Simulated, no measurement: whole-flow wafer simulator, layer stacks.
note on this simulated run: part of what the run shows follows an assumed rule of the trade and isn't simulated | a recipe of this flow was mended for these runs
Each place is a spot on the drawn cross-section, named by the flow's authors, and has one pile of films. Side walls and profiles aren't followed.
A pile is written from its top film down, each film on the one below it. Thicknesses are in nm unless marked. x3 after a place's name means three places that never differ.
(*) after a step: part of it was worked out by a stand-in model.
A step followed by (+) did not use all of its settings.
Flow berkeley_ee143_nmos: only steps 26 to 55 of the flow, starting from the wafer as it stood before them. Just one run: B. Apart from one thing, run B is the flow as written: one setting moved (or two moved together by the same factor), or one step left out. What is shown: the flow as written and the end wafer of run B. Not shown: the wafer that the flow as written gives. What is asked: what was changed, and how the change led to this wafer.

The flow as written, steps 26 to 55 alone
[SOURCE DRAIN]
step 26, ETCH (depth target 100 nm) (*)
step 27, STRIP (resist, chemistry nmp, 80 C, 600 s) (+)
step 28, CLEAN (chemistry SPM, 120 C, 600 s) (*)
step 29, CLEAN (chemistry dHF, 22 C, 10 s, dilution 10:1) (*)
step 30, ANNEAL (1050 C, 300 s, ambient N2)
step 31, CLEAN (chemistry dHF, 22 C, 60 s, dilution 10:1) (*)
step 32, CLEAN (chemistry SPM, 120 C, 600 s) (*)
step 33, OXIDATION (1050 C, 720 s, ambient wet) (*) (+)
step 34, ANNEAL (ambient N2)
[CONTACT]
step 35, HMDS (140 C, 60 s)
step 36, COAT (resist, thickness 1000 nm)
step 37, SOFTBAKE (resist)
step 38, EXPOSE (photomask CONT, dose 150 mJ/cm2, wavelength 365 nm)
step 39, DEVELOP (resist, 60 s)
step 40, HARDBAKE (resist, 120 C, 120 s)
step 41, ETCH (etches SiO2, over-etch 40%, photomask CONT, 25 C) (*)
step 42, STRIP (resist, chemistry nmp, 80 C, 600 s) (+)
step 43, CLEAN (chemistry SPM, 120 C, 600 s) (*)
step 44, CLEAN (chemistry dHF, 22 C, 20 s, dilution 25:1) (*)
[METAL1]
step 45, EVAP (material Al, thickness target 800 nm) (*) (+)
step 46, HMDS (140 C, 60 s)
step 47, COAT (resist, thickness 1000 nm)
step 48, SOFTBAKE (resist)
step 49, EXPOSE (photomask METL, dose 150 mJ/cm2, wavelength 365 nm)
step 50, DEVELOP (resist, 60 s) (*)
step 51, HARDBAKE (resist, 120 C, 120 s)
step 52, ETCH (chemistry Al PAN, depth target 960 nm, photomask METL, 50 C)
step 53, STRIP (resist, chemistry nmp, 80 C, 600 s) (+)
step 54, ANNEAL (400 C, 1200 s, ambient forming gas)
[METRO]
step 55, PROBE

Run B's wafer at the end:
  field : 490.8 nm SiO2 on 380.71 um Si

What caused this: step 26, ETCH: depth target 114 nm was run, whereas the flow has depth target 100 nm.

How this came from the change, step by step:
  step 26, ETCH (depth target 100 nm) (*)
      field: -114 SiO2 (as written it would have been: -100 SiO2)
  step 33, OXIDATION (1050 C, 720 s, ambient wet) (*) (+)
      field: +75.5 SiO2, -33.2 Si (as written it would have been: +73.9 SiO2, -32.5 Si)
